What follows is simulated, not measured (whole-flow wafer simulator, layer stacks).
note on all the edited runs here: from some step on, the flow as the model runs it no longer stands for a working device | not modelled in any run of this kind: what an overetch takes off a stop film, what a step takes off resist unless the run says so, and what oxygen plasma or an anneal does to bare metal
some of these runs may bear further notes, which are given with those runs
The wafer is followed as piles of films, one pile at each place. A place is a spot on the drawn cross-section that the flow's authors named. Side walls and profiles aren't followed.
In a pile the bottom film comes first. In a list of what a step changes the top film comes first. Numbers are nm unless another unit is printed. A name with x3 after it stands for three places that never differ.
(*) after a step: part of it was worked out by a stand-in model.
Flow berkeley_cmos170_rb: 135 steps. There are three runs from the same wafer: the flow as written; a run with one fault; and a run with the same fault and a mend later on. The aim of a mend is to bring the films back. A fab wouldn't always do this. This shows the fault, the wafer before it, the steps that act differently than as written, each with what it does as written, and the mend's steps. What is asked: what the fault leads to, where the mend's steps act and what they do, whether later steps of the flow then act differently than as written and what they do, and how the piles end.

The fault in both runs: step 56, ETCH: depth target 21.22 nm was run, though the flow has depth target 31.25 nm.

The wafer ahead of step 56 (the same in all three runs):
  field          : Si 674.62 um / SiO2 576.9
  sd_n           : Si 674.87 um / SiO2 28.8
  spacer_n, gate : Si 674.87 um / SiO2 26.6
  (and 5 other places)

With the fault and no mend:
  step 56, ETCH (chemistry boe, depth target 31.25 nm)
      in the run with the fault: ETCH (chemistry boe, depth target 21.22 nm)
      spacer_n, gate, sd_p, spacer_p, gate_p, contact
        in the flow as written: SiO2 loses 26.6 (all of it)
        in the run with the fault: SiO2 loses 21.2
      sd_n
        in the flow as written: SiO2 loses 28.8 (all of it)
        in the run with the fault: SiO2 loses 21.2
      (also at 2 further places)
  Steps further on in the flow that do not act as written (31 more steps, not shown, differ only slightly: by at most 2% or 0.5 nm, whichever is larger):
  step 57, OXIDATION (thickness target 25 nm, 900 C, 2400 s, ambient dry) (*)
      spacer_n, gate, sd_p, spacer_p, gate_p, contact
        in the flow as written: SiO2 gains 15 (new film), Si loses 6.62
        in the run with the fault: SiO2 gains 13, Si loses 5.74
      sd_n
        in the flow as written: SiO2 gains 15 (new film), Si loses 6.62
        in the run with the fault: SiO2 gains 12.6, Si loses 5.53
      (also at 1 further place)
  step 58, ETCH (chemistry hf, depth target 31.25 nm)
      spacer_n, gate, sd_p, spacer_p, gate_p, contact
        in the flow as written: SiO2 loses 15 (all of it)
        in the run with the fault: SiO2 loses 18.4 (all of it)
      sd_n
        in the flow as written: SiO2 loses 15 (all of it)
        in the run with the fault: SiO2 loses 20.1 (all of it)
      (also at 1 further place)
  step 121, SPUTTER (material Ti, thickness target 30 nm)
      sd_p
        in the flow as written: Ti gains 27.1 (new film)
        in the run with the fault: Ti gains 25.1 (new film)
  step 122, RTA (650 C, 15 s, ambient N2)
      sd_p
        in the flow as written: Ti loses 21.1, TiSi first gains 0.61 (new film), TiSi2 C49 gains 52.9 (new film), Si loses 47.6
        in the run with the fault: Ti loses 19.6, TiSi2 C49 gains 49.8 (new film), Si loses 44.5
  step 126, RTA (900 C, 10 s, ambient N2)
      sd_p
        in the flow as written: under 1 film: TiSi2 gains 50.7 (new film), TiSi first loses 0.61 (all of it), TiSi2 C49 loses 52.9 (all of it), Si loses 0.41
        in the run with the fault: under 1 film: TiSi2 gains 46.9 (new film), TiSi2 C49 loses 49.8 (all of it)
  By the end, the piles at sd_p depart from the flow's by more than 2% or 0.5 nm, whichever is larger.
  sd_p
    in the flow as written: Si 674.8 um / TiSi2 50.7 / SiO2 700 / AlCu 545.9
    in the run with the fault: Si 674.81 um / TiSi2 46.9 / SiO2 700 / AlCu 541.6

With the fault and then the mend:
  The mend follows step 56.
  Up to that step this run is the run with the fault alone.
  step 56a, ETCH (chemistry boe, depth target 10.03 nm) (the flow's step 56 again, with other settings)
      spacer_n, spacer_p, gate_p, contact
        SiO2 loses 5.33 (all of it)
      gate, sd_p
        SiO2 loses 5.41 (all of it)
      field
        SiO2 loses 10
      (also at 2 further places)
  None of the later steps of the flow differs from how it acts as written, at any place that is followed, by more than 2% or 0.5 nm, whichever is larger.
  At every place that both follow, the piles at the end match the flow's.
